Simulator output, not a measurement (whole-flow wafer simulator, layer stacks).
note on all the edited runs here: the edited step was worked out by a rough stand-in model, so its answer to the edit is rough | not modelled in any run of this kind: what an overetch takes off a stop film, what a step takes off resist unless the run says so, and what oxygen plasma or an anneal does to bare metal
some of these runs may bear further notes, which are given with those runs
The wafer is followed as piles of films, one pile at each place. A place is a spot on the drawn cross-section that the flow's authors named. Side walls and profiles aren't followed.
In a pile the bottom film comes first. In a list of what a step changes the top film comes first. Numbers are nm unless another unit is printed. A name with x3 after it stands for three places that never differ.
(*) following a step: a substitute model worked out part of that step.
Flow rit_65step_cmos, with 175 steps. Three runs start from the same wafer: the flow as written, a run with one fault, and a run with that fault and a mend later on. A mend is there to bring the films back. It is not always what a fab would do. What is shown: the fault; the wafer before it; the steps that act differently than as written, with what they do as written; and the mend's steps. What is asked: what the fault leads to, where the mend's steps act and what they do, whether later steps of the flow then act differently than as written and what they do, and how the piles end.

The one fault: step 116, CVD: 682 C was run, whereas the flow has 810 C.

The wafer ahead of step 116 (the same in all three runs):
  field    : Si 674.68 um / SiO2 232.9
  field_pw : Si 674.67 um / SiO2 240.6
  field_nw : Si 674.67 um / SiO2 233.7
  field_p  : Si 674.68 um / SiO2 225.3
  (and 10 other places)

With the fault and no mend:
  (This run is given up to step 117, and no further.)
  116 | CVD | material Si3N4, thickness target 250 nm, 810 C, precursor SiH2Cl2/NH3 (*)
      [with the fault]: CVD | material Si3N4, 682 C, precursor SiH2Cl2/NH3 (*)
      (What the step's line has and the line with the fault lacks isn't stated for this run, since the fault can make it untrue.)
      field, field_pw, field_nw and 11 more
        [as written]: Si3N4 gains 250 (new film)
        [with the fault]: Si3N4 gains 24 (new film)
  None of the later steps of the flow up to step 117 acts differently than as written at any place that is followed.
  The piles after step 117 differ from the flow's at field, field_pw, field_nw and 11 more by more than 2% or 0.5 nm, whichever is larger.
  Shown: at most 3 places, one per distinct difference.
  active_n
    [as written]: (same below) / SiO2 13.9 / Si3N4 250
    [with the fault]: (same below) / SiO2 13.9 / Si3N4 24
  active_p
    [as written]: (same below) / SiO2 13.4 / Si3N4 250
    [with the fault]: (same below) / SiO2 13.4 / Si3N4 24
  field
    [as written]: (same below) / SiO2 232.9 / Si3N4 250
    [with the fault]: (same below) / SiO2 232.9 / Si3N4 24

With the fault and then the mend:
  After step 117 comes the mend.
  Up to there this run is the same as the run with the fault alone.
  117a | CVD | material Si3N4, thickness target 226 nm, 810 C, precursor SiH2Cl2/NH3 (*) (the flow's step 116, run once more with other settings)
      field, field_pw, field_nw and 11 more
        Si3N4 gains 226
  None of the later steps of the flow differs from how it acts as written, at any place that is followed, by more than 2% or 0.5 nm, whichever is larger.
  At the end the piles are close to the flow's at the places that both follow, differing by at most 2% or 0.5 nm, whichever is larger.
